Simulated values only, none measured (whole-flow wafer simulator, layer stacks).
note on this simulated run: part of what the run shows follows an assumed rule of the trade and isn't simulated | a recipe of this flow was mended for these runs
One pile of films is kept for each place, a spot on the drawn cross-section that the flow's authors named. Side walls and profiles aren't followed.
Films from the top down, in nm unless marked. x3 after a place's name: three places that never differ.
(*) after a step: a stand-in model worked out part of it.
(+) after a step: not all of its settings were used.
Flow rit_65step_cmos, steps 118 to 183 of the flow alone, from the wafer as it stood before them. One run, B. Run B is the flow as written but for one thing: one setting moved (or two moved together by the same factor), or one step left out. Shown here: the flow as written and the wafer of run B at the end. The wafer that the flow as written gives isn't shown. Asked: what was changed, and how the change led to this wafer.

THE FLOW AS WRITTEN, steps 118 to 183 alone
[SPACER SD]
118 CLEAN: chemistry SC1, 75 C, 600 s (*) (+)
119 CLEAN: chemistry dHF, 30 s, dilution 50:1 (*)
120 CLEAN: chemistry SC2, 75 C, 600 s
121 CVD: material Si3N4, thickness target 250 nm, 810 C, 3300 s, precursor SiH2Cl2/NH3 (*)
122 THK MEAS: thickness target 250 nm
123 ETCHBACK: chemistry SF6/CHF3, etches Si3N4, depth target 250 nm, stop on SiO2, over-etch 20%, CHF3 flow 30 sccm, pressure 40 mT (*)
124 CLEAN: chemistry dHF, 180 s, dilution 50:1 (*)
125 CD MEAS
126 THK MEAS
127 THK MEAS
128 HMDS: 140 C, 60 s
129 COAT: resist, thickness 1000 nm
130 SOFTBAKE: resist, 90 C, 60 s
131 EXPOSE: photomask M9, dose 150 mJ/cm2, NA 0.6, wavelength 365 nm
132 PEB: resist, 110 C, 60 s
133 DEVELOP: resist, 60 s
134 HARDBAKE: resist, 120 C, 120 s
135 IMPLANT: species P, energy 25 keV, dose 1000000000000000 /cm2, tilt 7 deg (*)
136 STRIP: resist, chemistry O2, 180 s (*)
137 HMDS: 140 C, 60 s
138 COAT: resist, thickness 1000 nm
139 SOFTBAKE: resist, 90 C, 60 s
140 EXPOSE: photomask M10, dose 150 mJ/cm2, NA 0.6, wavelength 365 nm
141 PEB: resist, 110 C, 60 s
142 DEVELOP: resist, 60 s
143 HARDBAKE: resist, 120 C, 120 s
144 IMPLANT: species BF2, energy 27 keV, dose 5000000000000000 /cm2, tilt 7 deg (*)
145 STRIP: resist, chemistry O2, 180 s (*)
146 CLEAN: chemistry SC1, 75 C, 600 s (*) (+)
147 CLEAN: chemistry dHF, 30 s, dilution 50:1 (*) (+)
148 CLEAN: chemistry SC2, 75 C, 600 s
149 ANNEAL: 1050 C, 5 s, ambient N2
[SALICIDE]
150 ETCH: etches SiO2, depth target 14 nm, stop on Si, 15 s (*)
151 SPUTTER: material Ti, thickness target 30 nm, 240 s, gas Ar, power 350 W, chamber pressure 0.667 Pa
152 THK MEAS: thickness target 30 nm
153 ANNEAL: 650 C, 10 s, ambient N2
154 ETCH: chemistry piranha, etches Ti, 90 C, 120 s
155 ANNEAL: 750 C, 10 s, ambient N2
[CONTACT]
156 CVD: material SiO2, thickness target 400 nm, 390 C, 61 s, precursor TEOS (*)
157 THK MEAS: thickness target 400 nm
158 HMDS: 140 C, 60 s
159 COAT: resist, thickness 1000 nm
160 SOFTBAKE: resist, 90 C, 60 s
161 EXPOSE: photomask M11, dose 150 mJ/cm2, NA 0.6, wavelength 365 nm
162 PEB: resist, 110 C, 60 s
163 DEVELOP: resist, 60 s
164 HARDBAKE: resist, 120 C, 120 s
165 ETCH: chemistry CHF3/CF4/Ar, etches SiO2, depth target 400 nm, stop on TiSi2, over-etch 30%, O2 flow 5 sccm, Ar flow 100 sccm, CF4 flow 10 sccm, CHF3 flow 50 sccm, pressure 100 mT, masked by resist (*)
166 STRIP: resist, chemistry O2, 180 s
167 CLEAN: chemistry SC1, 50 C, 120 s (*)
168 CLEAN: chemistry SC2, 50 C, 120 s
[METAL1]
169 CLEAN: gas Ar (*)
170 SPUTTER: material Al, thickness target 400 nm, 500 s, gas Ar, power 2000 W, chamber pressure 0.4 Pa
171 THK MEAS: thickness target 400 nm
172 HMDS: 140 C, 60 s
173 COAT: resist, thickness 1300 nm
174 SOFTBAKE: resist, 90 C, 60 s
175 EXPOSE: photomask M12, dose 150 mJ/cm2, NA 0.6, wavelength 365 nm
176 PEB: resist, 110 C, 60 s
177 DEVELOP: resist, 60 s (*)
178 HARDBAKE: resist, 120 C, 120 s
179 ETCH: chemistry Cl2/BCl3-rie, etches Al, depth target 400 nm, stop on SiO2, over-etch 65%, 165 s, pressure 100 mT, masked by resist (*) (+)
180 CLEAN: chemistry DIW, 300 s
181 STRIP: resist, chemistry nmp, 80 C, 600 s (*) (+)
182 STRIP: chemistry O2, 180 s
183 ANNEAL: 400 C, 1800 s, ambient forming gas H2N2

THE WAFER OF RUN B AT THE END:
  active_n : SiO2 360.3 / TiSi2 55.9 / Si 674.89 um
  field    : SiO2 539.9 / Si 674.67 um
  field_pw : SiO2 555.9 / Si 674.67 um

The cause: step 121, CVD: thickness target 231 nm was run, where the flow has thickness target 250 nm; step 121, CVD: 3052 s was run, where the flow has 3300 s.

How the change led to this, step by step:
  121 CVD: material Si3N4, thickness target 250 nm, 810 C, 3300 s, precursor SiH2Cl2/NH3 (*)
      field, field_pw, field_nw and 11 more: Si3N4 +231 (new film) (as written it would be: Si3N4 +250 (new film))
  123 ETCHBACK: chemistry SF6/CHF3, etches Si3N4, depth target 250 nm, stop on SiO2, over-etch 20%, CHF3 flow 30 sccm, pressure 40 mT (*)
      active_n, sd_n, contact, m1: Si3N4 -231 (all of it), SiO2 -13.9 (all of it), Si -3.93 (as written it would be: Si3N4 -250 (all of it), SiO2 -1.4)
      active_p, sd_p: Si3N4 -231 (all of it), SiO2 -13.4 (all of it), Si -3.98 (as written it would be: Si3N4 -250 (all of it), SiO2 -1.4)
      (and at 6 more places)
  124 CLEAN: chemistry dHF, 180 s, dilution 50:1 (*)
      active_n, sd_n, contact, m1: nothing (as written it would be: SiO2 -12.5 (all of it))
      active_p, sd_p: nothing (as written it would be: SiO2 -12 (all of it))
      (and at 2 more places)
